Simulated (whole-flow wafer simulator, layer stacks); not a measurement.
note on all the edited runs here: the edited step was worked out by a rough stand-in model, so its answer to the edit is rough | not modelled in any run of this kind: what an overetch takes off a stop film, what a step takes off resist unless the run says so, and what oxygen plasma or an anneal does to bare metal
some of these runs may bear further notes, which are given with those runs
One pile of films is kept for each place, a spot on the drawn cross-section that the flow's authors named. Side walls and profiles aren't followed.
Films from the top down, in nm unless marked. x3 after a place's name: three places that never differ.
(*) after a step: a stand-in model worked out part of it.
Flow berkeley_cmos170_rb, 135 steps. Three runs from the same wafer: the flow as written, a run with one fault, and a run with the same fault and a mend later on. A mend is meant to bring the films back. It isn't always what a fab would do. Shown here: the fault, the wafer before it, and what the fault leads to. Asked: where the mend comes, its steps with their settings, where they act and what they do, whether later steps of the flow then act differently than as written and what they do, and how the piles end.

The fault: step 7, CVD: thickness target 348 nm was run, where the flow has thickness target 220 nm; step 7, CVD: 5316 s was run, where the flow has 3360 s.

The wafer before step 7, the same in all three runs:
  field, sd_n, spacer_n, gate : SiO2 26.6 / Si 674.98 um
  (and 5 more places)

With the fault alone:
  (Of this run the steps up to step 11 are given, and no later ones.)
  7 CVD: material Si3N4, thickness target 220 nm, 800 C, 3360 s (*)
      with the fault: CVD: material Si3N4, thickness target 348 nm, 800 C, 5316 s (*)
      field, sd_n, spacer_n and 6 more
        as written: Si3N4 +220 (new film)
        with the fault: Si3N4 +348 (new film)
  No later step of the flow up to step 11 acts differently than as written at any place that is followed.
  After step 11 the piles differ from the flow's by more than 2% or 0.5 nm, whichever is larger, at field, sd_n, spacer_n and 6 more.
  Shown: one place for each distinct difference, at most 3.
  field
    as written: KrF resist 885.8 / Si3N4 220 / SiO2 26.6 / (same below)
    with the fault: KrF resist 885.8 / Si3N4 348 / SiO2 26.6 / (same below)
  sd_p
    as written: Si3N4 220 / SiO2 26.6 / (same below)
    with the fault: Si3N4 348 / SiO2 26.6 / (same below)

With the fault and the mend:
  The mend comes after step 7.
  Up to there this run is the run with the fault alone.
  7a ETCH: chemistry h3po4, depth target 400.3 nm
      field, sd_n, spacer_n and 6 more
        Si3N4 -348 (all of it)
  7b CLEAN (*) (the flow's step 1 once more)
      changes no film at any place that is followed
  7c CVD: material Si3N4, thickness target 220 nm, 800 C, 3360 s (*) (the flow's step 7 once more)
      field, sd_n, spacer_n and 6 more
        Si3N4 +220 (new film)
  No later step of the flow acts differently than as written at any place that is followed.
  At the end the piles are the same as the flow's at every place that both follow.
